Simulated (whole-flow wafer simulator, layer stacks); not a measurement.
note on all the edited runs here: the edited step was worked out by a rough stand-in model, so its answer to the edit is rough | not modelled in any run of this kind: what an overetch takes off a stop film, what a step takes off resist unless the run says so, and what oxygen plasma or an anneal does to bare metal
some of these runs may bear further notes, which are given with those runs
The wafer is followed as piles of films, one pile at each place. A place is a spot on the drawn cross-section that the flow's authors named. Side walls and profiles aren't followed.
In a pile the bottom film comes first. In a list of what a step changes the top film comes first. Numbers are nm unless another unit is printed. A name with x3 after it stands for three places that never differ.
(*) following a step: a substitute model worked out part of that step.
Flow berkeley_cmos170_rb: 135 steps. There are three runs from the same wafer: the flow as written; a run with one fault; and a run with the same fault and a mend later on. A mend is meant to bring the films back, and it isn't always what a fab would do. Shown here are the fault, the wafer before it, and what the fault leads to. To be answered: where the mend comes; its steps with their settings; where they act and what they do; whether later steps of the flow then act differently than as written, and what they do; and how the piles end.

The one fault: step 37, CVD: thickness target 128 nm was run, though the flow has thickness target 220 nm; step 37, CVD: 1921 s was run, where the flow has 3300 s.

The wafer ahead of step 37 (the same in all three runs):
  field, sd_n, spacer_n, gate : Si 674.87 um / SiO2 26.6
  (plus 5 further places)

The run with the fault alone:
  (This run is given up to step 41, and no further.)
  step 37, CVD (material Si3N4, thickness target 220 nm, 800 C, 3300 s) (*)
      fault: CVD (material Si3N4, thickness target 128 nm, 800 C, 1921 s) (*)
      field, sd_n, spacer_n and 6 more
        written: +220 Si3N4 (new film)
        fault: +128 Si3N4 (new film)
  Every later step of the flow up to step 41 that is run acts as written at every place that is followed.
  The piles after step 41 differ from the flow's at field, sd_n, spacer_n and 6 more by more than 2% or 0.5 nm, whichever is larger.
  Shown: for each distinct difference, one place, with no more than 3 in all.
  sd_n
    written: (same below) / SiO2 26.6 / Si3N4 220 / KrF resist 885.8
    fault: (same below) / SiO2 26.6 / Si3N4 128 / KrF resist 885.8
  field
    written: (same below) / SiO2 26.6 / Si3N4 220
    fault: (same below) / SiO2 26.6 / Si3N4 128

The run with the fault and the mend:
  After step 37 comes the mend.
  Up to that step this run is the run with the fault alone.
  step 37a, ETCH (chemistry h3po4, depth target 147 nm) (the flow's step 30, run once more with other settings)
      field, sd_n, spacer_n and 6 more
        -128 Si3N4 (all of it)
  step 37b, CLEAN (*)
      leaves every film unchanged at each place that is followed
  step 37c, CVD (material Si3N4, thickness target 220 nm, 800 C, 3300 s) (*) (the flow's step 37, run once more)
      field, sd_n, spacer_n and 6 more
        +220 Si3N4 (new film)
  Every later step of the flow that is run acts as written at every place that is followed.
  By the end, the piles equal the flow's at every place that both follow.
